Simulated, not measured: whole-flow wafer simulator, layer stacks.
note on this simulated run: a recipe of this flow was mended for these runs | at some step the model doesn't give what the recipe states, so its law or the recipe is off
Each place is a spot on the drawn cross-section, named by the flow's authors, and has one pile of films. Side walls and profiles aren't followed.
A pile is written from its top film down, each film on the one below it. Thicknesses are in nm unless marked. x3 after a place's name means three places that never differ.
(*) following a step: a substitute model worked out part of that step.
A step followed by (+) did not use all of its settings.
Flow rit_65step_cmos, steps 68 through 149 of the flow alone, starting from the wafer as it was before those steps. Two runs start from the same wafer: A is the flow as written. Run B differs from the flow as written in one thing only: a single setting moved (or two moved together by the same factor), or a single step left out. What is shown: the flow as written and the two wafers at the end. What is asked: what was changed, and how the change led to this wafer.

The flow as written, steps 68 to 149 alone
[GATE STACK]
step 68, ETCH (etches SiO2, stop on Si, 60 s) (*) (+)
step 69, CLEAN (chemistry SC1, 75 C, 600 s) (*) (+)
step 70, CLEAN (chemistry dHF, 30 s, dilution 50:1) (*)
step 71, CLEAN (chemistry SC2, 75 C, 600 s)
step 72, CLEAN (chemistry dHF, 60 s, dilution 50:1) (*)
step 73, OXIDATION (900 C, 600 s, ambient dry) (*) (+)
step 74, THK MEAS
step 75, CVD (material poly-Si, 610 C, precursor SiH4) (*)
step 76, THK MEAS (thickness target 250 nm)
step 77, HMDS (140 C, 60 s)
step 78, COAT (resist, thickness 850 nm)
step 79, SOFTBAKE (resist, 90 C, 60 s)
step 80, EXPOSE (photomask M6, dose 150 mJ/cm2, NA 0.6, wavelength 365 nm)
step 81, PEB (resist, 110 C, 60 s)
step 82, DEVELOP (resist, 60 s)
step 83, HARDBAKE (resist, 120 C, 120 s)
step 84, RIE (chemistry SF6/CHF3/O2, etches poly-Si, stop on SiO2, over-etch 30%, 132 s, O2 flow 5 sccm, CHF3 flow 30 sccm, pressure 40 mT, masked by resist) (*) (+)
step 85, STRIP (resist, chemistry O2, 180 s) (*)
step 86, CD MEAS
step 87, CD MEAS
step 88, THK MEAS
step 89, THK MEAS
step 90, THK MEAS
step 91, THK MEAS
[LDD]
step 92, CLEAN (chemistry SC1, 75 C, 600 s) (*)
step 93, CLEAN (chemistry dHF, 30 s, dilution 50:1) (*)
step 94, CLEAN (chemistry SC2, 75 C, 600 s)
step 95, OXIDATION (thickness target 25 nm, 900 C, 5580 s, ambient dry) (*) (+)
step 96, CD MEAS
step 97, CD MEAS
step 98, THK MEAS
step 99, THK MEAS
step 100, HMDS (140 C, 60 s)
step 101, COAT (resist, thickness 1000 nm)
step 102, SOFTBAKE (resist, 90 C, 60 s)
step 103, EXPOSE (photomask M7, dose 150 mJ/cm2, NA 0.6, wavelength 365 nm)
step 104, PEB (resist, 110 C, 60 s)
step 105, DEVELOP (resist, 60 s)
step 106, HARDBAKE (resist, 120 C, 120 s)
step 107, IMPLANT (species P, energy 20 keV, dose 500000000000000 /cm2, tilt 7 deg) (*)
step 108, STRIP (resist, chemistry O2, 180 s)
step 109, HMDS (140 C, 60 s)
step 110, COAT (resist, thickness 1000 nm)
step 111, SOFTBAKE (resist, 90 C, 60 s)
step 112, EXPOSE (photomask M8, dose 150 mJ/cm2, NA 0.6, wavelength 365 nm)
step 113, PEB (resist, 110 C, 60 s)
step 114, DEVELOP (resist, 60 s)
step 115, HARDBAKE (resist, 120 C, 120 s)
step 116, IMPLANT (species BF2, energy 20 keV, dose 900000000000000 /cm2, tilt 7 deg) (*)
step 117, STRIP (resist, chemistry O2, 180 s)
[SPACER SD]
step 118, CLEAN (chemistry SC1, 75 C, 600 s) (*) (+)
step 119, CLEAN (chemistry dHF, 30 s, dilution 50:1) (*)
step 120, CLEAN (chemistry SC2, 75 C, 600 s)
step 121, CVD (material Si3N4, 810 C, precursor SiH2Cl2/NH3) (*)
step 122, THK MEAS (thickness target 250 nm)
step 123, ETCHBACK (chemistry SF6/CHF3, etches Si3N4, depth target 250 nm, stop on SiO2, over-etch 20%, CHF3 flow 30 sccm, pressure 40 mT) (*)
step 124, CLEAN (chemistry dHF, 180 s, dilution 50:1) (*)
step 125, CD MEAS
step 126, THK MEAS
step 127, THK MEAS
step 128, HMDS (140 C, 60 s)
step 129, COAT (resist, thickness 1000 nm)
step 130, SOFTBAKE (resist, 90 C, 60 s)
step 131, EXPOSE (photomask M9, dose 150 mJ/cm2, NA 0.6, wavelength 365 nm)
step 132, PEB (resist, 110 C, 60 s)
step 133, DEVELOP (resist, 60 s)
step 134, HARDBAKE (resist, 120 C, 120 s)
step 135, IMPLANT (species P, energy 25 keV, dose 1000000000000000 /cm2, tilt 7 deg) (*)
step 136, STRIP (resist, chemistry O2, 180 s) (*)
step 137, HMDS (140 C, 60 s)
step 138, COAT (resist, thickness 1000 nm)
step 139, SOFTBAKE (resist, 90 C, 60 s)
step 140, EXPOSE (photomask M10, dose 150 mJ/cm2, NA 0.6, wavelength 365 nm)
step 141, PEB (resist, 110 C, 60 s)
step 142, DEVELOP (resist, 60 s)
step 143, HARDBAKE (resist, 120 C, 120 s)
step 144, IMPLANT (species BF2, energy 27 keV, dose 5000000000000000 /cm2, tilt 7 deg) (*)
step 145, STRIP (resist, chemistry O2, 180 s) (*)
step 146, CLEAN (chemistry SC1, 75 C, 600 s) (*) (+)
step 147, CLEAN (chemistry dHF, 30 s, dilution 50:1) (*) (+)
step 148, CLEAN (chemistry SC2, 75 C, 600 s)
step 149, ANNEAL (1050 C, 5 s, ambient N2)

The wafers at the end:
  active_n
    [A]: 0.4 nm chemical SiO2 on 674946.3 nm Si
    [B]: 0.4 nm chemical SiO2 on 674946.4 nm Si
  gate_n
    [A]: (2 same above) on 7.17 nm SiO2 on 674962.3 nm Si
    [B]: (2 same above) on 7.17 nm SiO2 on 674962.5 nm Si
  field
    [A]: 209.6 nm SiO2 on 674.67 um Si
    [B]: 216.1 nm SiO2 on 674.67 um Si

The reason: step 68, ETCH: 53 s was run, whereas the flow has 60 s.

How this came from the change, step by step:
  step 68, ETCH (etches SiO2, stop on Si, 60 s) (*) (+)
      field, field_pw, field_nw, field_p: A -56 SiO2 | B -49.5 SiO2
